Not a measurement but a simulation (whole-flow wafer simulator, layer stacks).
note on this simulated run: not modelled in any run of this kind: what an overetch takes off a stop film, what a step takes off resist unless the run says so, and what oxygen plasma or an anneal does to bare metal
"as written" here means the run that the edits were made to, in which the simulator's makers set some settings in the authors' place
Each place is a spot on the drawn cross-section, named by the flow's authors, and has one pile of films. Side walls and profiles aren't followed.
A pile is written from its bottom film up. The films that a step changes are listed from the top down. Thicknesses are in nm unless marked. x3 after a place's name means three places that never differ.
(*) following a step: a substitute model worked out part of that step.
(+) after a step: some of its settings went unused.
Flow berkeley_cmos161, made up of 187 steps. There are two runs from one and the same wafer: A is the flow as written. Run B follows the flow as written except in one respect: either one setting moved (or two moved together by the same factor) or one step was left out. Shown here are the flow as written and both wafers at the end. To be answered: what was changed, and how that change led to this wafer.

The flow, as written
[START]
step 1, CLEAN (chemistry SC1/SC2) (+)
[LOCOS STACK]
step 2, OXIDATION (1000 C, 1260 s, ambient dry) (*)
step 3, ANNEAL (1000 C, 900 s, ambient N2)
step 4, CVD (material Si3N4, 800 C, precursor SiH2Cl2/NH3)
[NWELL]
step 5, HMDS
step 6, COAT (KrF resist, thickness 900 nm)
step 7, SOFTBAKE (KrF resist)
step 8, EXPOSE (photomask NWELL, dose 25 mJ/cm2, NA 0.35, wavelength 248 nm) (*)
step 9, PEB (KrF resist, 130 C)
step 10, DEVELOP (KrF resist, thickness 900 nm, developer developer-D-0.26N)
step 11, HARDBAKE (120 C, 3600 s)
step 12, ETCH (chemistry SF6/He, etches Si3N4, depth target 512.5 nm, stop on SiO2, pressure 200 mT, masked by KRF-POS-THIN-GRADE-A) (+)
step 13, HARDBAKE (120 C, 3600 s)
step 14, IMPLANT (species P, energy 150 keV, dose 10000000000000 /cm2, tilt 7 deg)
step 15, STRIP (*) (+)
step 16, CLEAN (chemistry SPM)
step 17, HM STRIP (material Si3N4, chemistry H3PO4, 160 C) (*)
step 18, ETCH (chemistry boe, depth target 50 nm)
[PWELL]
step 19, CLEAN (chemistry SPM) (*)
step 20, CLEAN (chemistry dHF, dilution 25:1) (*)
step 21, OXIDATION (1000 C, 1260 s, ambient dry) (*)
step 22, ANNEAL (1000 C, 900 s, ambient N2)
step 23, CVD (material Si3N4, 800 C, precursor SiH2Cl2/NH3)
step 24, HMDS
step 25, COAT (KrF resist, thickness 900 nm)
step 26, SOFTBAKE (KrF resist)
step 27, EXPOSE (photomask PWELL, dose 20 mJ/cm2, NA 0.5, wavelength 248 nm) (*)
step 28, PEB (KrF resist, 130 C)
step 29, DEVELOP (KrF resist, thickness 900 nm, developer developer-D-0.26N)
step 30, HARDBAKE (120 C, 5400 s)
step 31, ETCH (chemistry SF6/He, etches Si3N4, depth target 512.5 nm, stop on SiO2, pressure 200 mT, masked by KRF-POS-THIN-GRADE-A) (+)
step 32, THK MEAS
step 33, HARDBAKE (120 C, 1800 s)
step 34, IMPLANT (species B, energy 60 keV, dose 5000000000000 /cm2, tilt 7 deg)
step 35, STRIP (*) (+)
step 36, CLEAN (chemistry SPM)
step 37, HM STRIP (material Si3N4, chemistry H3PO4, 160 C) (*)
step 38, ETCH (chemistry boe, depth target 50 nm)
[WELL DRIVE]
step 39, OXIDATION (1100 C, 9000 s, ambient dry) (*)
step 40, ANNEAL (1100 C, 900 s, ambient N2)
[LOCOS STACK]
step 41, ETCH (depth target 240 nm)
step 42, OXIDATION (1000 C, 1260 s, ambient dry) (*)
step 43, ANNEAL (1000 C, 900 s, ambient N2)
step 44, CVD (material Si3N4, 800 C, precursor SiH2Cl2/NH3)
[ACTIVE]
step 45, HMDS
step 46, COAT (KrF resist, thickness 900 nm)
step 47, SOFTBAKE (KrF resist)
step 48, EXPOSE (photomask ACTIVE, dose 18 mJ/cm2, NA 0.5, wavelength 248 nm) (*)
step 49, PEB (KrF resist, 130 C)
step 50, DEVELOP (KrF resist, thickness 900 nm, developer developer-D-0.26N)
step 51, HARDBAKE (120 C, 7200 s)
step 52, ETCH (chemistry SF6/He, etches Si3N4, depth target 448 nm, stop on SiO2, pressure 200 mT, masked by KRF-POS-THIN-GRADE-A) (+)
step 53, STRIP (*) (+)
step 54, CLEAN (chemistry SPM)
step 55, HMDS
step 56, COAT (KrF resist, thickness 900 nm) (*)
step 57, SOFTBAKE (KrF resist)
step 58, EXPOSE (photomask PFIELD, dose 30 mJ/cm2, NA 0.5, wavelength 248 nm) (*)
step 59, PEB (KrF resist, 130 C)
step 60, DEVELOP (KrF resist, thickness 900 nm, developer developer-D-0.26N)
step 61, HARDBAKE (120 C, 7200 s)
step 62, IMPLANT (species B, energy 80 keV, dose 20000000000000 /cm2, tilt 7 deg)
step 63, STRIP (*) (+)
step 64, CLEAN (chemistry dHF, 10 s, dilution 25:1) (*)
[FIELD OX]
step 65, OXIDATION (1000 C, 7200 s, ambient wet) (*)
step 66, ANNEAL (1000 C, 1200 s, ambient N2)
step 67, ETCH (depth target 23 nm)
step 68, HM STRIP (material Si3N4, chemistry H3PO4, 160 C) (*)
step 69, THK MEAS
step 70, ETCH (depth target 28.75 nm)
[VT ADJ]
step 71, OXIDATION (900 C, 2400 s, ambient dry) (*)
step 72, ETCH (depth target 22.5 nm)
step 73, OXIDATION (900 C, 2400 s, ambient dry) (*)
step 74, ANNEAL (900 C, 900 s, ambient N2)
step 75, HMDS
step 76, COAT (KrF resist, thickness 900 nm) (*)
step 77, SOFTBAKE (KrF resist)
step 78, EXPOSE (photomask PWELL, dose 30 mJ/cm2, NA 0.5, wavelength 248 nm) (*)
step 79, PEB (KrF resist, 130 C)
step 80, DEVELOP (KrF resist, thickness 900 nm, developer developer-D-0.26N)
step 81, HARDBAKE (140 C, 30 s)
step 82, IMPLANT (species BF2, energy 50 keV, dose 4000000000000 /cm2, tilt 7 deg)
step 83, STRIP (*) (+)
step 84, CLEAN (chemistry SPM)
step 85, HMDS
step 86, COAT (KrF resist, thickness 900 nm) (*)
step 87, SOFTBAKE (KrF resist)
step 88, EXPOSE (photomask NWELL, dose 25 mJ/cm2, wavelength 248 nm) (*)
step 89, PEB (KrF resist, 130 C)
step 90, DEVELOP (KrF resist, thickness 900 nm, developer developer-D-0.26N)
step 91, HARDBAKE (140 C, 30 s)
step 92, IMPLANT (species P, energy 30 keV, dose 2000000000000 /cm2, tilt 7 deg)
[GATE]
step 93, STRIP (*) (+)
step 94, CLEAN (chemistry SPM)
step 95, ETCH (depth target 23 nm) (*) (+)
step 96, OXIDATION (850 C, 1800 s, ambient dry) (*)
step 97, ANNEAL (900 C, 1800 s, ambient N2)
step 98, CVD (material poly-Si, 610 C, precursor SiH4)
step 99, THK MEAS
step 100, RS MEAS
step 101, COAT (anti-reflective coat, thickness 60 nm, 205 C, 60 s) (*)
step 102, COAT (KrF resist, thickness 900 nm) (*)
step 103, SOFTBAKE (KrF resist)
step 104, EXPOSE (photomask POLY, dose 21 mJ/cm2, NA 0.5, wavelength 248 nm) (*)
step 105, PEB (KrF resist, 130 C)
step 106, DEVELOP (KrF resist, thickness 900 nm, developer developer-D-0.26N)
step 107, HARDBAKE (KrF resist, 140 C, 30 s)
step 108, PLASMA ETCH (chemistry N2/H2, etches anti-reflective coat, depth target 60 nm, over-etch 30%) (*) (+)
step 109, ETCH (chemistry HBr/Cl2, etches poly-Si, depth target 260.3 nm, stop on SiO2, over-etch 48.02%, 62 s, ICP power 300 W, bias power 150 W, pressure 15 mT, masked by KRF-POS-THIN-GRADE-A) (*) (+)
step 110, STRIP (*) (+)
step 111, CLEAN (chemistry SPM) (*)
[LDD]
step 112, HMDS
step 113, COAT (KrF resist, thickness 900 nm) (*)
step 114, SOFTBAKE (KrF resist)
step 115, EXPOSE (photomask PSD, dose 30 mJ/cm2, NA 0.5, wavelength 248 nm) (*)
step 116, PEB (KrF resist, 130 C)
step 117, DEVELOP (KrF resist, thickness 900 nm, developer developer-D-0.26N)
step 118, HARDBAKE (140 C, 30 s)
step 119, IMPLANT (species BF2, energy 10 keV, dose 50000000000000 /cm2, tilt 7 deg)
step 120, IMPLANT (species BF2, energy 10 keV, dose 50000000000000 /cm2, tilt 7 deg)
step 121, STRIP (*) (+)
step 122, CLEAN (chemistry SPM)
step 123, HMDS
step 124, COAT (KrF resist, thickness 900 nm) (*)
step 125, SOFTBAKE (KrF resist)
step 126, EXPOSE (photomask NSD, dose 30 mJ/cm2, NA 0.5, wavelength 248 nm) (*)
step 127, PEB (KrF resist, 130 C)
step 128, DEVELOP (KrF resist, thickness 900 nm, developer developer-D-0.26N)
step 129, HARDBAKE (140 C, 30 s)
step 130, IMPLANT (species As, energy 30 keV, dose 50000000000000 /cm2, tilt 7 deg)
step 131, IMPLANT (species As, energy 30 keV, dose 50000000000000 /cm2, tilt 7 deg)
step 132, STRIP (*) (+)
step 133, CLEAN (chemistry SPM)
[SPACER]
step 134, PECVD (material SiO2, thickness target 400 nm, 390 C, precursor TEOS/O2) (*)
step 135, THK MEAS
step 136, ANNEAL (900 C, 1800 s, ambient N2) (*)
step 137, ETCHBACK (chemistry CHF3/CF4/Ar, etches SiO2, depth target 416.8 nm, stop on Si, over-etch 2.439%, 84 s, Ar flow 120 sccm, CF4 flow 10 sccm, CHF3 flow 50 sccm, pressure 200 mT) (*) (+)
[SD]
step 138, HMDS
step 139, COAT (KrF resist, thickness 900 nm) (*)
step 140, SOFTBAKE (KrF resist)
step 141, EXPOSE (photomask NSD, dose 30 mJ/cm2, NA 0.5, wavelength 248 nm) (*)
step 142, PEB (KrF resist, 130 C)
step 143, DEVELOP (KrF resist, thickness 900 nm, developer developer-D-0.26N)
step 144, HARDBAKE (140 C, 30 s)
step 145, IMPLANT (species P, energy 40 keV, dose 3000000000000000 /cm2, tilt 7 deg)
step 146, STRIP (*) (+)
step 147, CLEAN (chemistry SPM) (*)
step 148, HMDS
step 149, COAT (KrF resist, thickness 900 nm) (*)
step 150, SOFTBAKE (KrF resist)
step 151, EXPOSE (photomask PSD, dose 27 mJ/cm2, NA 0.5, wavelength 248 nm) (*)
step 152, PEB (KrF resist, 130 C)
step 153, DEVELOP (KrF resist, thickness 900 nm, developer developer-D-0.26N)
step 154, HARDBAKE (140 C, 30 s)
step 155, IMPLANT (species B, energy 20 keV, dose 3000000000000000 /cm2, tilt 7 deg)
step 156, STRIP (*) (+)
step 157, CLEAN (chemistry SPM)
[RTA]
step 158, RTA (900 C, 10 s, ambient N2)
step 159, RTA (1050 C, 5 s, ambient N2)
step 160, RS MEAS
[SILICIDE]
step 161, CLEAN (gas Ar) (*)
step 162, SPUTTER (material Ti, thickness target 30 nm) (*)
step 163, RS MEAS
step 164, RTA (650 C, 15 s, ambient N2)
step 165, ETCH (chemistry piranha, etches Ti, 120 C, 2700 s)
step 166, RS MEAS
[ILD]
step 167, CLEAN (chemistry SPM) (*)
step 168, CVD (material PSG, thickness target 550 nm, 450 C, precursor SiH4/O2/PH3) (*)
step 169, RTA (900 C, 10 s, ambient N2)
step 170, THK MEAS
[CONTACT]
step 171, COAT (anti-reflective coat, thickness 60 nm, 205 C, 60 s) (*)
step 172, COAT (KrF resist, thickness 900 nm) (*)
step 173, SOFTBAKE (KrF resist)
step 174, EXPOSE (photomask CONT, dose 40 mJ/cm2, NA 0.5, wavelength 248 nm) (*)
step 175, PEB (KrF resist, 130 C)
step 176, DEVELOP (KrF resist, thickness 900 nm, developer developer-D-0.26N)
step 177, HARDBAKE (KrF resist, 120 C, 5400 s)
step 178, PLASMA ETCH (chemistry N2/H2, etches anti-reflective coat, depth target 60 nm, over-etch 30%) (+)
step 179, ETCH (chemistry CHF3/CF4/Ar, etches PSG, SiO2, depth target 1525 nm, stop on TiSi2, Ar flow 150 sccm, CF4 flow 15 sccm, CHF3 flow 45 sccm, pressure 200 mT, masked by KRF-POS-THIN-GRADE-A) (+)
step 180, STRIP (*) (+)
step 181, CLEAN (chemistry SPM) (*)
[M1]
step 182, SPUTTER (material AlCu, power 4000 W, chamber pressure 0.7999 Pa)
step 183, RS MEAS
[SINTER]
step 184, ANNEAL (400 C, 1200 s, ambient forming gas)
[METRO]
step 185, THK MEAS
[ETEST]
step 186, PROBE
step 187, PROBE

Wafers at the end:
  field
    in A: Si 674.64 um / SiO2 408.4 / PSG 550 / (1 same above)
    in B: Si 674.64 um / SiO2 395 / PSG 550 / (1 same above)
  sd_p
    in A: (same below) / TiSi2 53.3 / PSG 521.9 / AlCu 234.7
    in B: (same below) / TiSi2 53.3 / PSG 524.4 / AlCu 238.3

Cause: step 72, ETCH: depth target 36 nm was run, though the flow has depth target 22.5 nm.

The path from the change to this, step by step:
  step 72, ETCH (depth target 22.5 nm)
      field: A SiO2 loses 22.5 | B SiO2 loses 36
  step 101, COAT (anti-reflective coat, thickness 60 nm, 205 C, 60 s) (*)
      sd_n: A anti-reflective coat gains 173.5 (new film) | B anti-reflective coat gains 164.1 (new film)
      spacer_n: A anti-reflective coat gains 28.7 (new film) | B anti-reflective coat gains 31.4 (new film)
      (also at 5 further places)
  step 108, PLASMA ETCH (chemistry N2/H2, etches anti-reflective coat, depth target 60 nm, over-etch 30%) (*) (+)
      sd_n: A anti-reflective coat loses 173.5 (all of it), poly-Si loses 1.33 | B anti-reflective coat loses 164.1 (all of it), poly-Si loses 1.26
      spacer_n: A anti-reflective coat loses 28.7 (all of it), poly-Si loses 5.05 | B anti-reflective coat loses 31.4 (all of it), poly-Si loses 4.67
      (also at 3 further places)
  step 110, STRIP (*) (+)
      gate_n: A chemical SiO2 gains 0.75 (new film), KrF resist loses 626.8 (all of it), anti-reflective coat loses 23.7 (all of it), poly-Si loses 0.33 | B chemical SiO2 gains 0.75 (new film), KrF resist loses 618.2 (all of it), anti-reflective coat loses 26.4 (all of it), poly-Si loses 0.33
      gate_p: A chemical SiO2 gains 0.75 (new film), KrF resist loses 598.2 (all of it), anti-reflective coat loses 27.9 (all of it), poly-Si loses 0.33 | B chemical SiO2 gains 0.75 (new film), KrF resist loses 592.8 (all of it), anti-reflective coat loses 29.5 (all of it), poly-Si loses 0.33
  step 171, COAT (anti-reflective coat, thickness 60 nm, 205 C, 60 s) (*)
      sd_n: A anti-reflective coat gains 149.7 (new film) | B anti-reflective coat gains 139 (new film)
      spacer_n: A anti-reflective coat gains 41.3 (new film) | B anti-reflective coat gains 40.4 (new film)
      (also at 1 further place)
  step 180, STRIP (*) (+)
      sd_n: A KrF resist loses 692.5 (all of it), anti-reflective coat loses 149.7 (all of it) | B KrF resist loses 694.1 (all of it), anti-reflective coat loses 139 (all of it)
      spacer_n: A KrF resist loses 635.2 (all of it), anti-reflective coat loses 41.3 (all of it) | B KrF resist loses 626.7 (all of it), anti-reflective coat loses 40.4 (all of it)
      (also at 1 further place)
